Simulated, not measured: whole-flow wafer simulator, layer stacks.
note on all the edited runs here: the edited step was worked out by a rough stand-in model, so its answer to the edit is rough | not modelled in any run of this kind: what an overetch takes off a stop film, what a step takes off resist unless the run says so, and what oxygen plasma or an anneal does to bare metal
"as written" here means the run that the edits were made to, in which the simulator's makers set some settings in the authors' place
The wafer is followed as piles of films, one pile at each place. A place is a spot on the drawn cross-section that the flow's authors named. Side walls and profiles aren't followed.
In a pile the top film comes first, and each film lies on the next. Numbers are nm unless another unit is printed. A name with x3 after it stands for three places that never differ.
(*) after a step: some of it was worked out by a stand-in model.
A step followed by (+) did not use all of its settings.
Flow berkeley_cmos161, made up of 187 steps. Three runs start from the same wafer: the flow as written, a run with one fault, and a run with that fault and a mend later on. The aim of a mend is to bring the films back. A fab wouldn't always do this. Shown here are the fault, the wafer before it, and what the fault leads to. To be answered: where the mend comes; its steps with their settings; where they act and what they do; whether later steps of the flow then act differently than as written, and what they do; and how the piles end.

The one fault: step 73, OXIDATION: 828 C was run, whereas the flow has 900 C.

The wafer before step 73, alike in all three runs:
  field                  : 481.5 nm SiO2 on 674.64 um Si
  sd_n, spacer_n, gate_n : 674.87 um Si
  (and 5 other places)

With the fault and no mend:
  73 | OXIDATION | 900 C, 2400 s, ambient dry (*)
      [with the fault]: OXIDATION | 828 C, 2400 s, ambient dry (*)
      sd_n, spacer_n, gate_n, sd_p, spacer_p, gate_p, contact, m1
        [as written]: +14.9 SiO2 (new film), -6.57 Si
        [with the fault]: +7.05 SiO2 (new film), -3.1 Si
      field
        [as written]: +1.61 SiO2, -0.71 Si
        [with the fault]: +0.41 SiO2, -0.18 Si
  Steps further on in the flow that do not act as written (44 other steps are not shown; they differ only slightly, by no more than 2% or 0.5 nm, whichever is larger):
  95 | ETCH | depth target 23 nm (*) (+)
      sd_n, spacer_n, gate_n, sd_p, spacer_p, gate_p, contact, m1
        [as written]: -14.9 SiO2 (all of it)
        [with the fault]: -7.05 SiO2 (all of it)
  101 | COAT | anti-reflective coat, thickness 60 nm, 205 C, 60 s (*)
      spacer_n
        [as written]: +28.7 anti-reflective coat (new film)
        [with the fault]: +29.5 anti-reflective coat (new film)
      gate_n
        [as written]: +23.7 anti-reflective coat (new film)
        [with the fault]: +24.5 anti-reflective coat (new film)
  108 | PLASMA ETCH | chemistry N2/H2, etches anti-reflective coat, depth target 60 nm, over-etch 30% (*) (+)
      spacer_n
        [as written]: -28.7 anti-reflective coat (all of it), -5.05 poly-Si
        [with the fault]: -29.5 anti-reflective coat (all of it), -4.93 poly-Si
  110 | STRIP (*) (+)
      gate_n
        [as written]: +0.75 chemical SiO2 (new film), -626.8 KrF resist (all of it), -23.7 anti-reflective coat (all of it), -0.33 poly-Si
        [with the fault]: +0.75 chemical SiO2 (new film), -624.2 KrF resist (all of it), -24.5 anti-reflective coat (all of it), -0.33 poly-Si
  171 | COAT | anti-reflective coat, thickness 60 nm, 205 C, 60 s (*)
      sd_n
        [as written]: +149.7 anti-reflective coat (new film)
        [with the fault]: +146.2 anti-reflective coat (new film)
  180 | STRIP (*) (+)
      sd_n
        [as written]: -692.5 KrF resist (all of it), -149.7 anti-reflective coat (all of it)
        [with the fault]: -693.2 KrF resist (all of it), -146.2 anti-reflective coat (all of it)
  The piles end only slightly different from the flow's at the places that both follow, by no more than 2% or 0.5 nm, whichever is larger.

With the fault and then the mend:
  After step 74 comes the mend.
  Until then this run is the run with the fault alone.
  74a | OXIDATION | 900 C, 1656 s, ambient dry (*) (the flow's step 73, run once more with other settings)
      sd_n, spacer_n, gate_n, sd_p, spacer_p, gate_p, contact, m1
        +7.86 SiO2, -3.46 Si
      field
        +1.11 SiO2, -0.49 Si
  None of the later steps of the flow differs from how it acts as written, at any place that is followed, by more than 2% or 0.5 nm, whichever is larger.
  The piles end only slightly different from the flow's at the places that both follow, by no more than 2% or 0.5 nm, whichever is larger.
